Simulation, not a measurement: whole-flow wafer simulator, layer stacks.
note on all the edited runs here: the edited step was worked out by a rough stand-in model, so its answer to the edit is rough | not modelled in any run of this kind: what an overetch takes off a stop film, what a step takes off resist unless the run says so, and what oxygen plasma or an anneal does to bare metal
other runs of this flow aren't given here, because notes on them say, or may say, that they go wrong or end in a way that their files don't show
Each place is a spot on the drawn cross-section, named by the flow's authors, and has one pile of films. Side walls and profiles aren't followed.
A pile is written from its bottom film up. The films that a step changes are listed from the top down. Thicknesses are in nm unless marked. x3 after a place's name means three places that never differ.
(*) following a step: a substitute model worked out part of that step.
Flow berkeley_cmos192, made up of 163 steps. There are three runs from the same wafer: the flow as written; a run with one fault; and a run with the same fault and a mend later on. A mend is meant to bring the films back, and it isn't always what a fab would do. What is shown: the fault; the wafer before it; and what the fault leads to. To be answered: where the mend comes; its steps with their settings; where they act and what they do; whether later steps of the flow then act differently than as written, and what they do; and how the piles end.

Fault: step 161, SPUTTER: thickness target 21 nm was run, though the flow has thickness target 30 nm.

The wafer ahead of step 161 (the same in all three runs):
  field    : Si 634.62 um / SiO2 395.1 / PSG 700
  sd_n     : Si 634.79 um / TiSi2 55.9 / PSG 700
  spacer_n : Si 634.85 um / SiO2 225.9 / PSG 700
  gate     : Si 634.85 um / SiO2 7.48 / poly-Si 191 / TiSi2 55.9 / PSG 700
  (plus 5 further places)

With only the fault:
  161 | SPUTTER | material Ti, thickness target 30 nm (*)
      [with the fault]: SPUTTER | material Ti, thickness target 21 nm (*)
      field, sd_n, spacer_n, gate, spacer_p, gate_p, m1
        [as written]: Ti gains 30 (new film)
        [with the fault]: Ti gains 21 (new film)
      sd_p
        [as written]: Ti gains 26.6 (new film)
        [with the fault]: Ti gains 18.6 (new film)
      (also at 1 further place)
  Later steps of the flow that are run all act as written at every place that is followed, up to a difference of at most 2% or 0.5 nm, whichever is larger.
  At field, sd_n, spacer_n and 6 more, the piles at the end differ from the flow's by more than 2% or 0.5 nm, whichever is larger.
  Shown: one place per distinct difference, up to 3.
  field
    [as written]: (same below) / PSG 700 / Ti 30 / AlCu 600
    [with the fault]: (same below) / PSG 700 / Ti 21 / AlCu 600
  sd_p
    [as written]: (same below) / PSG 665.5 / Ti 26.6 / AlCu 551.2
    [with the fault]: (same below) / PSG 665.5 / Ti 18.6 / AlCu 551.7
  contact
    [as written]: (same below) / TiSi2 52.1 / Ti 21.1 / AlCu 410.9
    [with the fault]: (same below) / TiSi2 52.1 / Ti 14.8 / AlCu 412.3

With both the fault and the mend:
  After step 161 comes the mend.
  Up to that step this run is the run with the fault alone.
  161a | SPUTTER | material Ti, thickness target 9 nm (*) (the flow's step 161, run once more with other settings)
      field, sd_n, spacer_n, gate, spacer_p, gate_p, m1
        Ti gains 9
      sd_p
        Ti gains 7.97
      contact
        Ti gains 6.28
  Later steps of the flow that are run all act as written at every place that is followed.
  The piles end only slightly different from the flow's at the places that both follow, by no more than 2% or 0.5 nm, whichever is larger.
